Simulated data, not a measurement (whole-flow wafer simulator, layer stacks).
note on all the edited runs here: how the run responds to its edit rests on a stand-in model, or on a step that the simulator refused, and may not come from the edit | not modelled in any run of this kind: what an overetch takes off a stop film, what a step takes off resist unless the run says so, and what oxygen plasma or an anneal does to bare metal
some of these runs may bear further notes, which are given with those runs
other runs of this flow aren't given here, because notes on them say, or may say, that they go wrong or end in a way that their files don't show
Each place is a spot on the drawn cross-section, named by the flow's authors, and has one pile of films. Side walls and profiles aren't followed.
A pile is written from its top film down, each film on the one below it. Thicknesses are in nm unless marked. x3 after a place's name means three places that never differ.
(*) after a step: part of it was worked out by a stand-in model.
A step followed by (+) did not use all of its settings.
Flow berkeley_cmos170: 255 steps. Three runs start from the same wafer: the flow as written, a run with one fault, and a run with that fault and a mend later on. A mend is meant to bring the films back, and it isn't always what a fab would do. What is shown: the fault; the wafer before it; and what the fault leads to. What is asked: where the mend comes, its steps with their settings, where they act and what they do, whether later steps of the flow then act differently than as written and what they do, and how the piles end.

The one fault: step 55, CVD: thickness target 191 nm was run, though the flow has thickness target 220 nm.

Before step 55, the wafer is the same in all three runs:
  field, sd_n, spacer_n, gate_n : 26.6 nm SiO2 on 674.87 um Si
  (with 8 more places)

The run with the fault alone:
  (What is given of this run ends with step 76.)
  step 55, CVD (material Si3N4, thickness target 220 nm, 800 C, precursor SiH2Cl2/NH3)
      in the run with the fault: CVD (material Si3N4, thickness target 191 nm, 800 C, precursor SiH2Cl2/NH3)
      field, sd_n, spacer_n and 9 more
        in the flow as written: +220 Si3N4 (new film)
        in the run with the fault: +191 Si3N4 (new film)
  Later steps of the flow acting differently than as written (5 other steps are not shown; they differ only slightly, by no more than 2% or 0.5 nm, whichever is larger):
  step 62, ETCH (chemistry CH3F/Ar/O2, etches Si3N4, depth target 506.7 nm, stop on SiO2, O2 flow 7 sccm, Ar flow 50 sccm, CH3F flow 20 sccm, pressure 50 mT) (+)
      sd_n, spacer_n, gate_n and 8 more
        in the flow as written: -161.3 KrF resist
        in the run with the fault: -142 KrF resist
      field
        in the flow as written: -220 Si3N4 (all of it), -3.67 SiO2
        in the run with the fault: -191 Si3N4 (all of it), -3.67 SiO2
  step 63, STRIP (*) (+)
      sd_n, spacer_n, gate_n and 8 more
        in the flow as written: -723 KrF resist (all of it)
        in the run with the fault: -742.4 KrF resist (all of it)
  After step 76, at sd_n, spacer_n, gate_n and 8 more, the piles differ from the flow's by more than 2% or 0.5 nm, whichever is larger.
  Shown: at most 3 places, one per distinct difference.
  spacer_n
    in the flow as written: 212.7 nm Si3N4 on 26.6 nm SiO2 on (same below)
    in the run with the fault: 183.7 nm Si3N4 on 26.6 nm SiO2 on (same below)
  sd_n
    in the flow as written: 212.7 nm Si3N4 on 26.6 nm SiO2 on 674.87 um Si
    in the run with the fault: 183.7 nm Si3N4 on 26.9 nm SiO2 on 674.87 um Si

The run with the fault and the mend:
  After step 61 comes the mend.
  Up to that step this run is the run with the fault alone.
  step 61a, STRIP (*) (+)
      sd_n, spacer_n, gate_n and 8 more
        -884.4 KrF resist (all of it)
  step 61b, CLEAN (chemistry SPM)
      does not change any film at any place that is followed
  step 61c, CVD (material Si3N4, thickness target 29 nm, 800 C, precursor SiH2Cl2/NH3) (the flow's step 55 again, with other settings)
      field, sd_n, spacer_n and 9 more
        +29 Si3N4
  step 61d, HMDS (the flow's step 56 again)
      does not change any film at any place that is followed
  step 61e, COAT (KrF resist, thickness 900 nm) (the flow's step 57 again)
      field, sd_n, spacer_n and 9 more
        +900 KrF resist (new film)
  step 61f, SOFTBAKE (KrF resist) (the flow's step 58 again)
      does not change any film at any place that is followed
  step 61g, EXPOSE (photomask ACTIVE, dose 20 mJ/cm2, NA 0.5, wavelength 248 nm) (*) (the flow's step 59 again)
      does not change any film at any place that is followed
  step 61h, PEB (KrF resist, 130 C) (the flow's step 60 again)
      field, sd_n, spacer_n and 9 more
        -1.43 KrF resist
  step 61i, DEVELOP (KrF resist, thickness 900 nm, developer developer-D-0.26N) (the flow's step 61 again)
      sd_n, spacer_n, gate_n and 8 more
        -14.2 KrF resist
      field
        -898.6 KrF resist (all of it)
  Every later step of the flow that is run acts as written at every place that is followed.
  By the end, the piles equal the flow's at every place that both follow.
